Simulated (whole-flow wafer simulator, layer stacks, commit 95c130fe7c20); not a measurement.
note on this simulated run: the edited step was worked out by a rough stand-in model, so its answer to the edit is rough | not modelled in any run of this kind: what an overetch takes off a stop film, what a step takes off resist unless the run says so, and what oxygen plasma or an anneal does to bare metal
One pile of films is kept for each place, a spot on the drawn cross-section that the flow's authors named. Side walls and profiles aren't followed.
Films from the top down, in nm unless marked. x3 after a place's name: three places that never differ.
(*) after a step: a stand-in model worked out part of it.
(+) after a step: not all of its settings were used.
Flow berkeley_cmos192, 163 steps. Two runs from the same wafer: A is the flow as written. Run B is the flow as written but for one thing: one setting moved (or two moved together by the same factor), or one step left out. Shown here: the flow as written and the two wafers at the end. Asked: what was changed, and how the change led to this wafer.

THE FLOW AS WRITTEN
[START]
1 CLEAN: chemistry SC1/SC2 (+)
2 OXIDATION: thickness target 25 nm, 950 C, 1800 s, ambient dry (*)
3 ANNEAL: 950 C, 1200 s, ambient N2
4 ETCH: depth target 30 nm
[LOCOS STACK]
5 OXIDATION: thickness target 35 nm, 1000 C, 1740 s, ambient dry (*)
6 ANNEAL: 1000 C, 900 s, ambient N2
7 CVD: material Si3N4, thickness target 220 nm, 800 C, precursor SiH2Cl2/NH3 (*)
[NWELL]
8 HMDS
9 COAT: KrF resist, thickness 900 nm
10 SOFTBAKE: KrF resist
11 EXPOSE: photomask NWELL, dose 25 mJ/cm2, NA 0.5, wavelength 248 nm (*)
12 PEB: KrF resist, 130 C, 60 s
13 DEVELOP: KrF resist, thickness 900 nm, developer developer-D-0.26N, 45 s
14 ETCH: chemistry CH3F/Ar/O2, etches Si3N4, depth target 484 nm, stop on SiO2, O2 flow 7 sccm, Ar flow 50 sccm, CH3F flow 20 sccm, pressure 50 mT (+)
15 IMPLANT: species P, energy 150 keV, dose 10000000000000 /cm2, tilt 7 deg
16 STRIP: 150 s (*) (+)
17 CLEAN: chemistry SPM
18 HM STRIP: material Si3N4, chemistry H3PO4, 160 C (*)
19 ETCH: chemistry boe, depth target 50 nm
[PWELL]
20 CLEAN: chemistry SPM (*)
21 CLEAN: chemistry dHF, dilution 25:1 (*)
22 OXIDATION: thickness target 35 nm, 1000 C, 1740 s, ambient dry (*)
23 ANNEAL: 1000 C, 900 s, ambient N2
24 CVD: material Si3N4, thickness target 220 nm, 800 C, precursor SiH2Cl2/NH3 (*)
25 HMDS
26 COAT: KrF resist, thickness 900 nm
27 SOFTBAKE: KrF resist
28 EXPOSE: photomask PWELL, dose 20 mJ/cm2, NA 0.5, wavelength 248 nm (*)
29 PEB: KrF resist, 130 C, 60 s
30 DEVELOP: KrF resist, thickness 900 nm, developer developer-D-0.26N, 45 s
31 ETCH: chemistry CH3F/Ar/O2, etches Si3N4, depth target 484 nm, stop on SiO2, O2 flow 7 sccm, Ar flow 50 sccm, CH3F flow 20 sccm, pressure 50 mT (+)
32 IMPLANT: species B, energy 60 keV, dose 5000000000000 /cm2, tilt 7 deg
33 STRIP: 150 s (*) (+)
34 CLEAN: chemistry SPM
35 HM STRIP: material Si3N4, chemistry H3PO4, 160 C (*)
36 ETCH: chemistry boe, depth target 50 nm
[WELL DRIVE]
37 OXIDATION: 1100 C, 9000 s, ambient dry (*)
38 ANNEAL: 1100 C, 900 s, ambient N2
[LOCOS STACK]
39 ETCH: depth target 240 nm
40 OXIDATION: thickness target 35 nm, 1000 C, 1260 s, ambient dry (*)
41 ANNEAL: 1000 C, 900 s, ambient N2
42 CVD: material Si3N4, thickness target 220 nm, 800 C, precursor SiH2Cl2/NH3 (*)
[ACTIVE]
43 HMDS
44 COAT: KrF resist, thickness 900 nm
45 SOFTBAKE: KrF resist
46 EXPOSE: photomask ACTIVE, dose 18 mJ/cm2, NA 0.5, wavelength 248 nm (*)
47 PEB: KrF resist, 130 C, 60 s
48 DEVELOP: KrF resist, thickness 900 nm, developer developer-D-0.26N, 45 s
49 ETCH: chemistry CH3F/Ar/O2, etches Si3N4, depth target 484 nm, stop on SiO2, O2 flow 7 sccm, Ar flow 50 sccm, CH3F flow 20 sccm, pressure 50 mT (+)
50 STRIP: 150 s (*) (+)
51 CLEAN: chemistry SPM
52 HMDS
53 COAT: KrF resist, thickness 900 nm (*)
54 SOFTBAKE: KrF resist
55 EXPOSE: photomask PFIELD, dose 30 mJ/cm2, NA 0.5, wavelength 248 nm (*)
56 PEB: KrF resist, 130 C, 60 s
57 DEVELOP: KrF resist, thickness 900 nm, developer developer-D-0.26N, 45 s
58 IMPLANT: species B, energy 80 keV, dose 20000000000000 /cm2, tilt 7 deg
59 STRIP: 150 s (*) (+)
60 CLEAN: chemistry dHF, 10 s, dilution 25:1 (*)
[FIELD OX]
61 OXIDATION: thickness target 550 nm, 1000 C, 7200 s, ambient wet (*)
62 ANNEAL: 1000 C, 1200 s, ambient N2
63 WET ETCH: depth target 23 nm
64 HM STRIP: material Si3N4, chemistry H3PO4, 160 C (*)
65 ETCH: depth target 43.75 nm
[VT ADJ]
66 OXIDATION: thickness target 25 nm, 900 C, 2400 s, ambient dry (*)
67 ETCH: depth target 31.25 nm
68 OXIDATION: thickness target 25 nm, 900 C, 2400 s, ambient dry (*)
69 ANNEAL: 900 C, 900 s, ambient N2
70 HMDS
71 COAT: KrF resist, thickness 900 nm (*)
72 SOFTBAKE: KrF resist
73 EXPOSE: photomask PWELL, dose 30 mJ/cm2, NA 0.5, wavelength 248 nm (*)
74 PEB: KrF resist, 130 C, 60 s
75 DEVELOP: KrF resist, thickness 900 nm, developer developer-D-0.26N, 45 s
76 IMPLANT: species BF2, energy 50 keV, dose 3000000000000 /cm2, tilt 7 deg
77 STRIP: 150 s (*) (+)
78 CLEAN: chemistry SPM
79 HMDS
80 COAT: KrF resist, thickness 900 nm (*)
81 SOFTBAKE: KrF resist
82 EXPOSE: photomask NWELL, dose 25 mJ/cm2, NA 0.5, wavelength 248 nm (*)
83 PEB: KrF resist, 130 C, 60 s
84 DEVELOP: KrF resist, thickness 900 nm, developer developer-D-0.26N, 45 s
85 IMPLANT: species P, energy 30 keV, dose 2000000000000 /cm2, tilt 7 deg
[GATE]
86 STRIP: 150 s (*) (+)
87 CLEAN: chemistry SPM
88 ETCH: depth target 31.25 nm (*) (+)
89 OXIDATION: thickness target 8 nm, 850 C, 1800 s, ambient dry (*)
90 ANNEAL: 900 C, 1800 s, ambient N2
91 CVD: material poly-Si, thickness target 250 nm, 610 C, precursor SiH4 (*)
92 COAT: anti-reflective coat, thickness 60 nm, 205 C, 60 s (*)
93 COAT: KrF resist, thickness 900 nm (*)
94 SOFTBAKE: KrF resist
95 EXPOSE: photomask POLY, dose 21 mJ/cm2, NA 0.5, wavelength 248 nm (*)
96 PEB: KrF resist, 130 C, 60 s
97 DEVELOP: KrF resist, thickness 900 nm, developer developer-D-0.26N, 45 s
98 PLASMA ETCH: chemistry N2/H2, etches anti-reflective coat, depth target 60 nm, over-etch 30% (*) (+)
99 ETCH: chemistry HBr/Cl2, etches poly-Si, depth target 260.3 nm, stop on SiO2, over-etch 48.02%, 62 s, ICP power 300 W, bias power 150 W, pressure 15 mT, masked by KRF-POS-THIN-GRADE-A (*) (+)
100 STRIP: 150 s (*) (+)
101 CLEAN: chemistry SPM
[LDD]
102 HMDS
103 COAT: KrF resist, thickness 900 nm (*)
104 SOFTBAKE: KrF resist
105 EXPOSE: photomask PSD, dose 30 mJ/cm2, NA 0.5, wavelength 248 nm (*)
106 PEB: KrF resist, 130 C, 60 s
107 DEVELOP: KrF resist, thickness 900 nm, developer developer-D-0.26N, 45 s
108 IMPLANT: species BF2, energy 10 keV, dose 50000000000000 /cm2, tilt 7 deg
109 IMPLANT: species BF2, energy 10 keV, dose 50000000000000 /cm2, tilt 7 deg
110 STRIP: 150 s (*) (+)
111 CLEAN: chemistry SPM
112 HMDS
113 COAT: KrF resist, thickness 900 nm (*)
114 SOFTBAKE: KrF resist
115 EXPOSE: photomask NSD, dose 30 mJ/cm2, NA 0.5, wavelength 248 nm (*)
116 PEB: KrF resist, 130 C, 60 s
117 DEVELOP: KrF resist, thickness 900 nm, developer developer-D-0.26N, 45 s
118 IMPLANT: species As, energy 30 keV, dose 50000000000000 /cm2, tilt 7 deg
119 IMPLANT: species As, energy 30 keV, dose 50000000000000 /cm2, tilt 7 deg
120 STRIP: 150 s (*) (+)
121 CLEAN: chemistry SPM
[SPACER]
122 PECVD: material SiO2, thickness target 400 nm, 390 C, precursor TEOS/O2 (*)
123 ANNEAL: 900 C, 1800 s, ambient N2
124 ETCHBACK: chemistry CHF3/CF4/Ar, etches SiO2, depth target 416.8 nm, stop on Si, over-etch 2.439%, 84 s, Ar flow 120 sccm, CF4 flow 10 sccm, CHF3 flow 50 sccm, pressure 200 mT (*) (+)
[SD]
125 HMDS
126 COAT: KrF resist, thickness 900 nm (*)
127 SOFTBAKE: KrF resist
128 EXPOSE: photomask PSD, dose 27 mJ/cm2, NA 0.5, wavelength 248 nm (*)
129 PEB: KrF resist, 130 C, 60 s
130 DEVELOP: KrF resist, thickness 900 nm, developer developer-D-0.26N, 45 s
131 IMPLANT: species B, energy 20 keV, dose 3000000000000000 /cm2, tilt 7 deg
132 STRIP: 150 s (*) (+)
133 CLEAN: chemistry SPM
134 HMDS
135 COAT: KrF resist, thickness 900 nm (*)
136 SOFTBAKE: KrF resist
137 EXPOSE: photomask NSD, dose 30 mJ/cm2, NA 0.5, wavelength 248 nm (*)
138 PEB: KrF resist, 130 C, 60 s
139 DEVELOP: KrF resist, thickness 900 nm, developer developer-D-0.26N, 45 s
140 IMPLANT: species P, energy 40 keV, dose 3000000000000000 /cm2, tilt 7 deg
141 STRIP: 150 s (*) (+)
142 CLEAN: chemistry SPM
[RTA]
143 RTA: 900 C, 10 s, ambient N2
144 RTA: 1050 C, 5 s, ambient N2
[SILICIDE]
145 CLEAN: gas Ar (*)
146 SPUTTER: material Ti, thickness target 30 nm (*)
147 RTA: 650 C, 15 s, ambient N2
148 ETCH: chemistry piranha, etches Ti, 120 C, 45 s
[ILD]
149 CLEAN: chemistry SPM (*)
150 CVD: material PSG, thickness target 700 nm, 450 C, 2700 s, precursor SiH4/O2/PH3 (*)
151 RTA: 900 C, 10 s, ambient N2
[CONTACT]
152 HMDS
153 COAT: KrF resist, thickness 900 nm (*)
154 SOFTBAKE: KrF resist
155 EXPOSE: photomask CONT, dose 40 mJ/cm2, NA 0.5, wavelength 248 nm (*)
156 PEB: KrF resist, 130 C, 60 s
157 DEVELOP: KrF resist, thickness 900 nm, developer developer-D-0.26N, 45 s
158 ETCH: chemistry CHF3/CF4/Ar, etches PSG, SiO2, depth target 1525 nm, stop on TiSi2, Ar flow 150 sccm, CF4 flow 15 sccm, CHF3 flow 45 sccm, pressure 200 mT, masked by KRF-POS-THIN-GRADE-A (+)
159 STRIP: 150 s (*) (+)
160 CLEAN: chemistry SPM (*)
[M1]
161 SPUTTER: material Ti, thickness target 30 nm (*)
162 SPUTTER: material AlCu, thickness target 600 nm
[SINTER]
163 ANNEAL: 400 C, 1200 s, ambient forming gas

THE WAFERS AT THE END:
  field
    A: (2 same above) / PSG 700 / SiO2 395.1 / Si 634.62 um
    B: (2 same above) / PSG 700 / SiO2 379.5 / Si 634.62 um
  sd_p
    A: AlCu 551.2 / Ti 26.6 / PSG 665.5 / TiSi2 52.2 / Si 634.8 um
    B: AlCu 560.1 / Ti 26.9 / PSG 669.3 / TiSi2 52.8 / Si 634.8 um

The cause: step 88, ETCH: depth target 46.88 nm was run, where the flow has depth target 31.25 nm.

How the change led to this, step by step:
  88 ETCH: depth target 31.25 nm (*) (+)
      field: A SiO2 -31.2 | B SiO2 -46.9
  92 COAT: anti-reflective coat, thickness 60 nm, 205 C, 60 s (*)
      sd_n: A anti-reflective coat +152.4 (new film) | B anti-reflective coat +142.1 (new film)
      spacer_n: A anti-reflective coat +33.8 (new film) | B anti-reflective coat +37.9 (new film)
      (and at 6 more places)
  98 PLASMA ETCH: chemistry N2/H2, etches anti-reflective coat, depth target 60 nm, over-etch 30% (*) (+)
      sd_n: A anti-reflective coat -152.4 (all of it), poly-Si -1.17 | B anti-reflective coat -142.1 (all of it), poly-Si -1.09
      spacer_n: A anti-reflective coat -33.8 (all of it), poly-Si -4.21 | B anti-reflective coat -37.9 (all of it), poly-Si -3.77
      (and at 4 more places)
  100 STRIP: 150 s (*) (+)
      gate: A chemical SiO2 +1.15 (new film), KrF resist -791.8 (all of it), anti-reflective coat -30 (all of it), poly-Si -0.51 | B chemical SiO2 +1.15 (new film), KrF resist -778.8 (all of it), anti-reflective coat -34.4 (all of it), poly-Si -0.51
      gate_p: A chemical SiO2 +1.15 (new film), KrF resist -765.1 (all of it), anti-reflective coat -31 (all of it), poly-Si -0.51 | B chemical SiO2 +1.15 (new film), KrF resist -756.1 (all of it), anti-reflective coat -34.3 (all of it), poly-Si -0.51
  147 RTA: 650 C, 15 s, ambient N2
      sd_p: A Ti -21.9, TiSi first +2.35 (new film), TiSi2 C49 +52.1 (new film), Si -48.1 | B Ti -22.1, TiSi first +2.93 (new film), TiSi2 C49 +51.8 (new film), Si -48.2
  151 RTA: 900 C, 10 s, ambient N2
      sd_p: A under 1 film: TiSi2 +52.2 (new film), TiSi first -2.25 (all of it), TiSi2 C49 -52.1 (all of it), Si -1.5 | B under 1 film: TiSi2 +52.8 (new film), TiSi first -2.83 (all of it), TiSi2 C49 -51.8 (all of it), Si -1.88
